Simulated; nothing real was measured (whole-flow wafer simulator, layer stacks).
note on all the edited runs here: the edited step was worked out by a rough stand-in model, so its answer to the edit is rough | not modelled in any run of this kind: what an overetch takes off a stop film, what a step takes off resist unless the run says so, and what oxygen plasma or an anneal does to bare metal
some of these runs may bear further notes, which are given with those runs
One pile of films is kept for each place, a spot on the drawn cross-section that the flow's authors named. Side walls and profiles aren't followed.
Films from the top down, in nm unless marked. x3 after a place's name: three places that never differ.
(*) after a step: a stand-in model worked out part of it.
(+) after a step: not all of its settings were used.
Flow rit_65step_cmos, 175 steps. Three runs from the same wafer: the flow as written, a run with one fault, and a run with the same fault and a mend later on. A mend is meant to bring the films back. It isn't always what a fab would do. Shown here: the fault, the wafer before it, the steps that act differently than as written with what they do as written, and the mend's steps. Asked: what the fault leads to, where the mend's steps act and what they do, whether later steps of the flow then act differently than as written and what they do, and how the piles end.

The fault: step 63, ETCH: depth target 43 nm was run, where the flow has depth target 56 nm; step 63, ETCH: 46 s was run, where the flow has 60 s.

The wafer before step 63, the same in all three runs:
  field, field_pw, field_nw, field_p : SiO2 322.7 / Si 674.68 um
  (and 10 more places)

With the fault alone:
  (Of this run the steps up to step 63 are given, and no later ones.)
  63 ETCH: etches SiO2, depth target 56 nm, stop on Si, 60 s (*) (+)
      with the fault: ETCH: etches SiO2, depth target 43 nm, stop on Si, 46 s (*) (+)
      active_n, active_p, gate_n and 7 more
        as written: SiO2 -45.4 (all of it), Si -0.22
        with the fault: SiO2 -42.9
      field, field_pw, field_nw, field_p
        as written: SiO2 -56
        with the fault: SiO2 -42.9
  After step 63 the piles differ from the flow's by more than 2% or 0.5 nm, whichever is larger, at field, field_pw, field_nw and 11 more.
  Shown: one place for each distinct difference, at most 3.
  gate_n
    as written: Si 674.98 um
    with the fault: SiO2 2.49 / Si 674.98 um
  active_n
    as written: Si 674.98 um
    with the fault: SiO2 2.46 / Si 674.98 um
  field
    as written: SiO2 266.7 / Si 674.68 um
    with the fault: SiO2 279.7 / Si 674.68 um

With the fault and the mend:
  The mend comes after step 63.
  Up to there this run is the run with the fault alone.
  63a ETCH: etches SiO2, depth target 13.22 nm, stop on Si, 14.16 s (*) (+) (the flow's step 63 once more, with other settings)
      gate_n, gate_p, spacer, spacer_p, sd_n, sd_p, contact, m1
        SiO2 -2.49 (all of it)
      field, field_pw, field_nw, field_p
        SiO2 -13.2
      active_n, active_p
        SiO2 -2.46 (all of it)
  No later step of the flow acts differently than as written, at any place that is followed, by more than 2% or 0.5 nm, whichever is larger.
  At the end the piles differ from the flow's only slightly at the places that both follow, by at most 2% or 0.5 nm, whichever is larger.
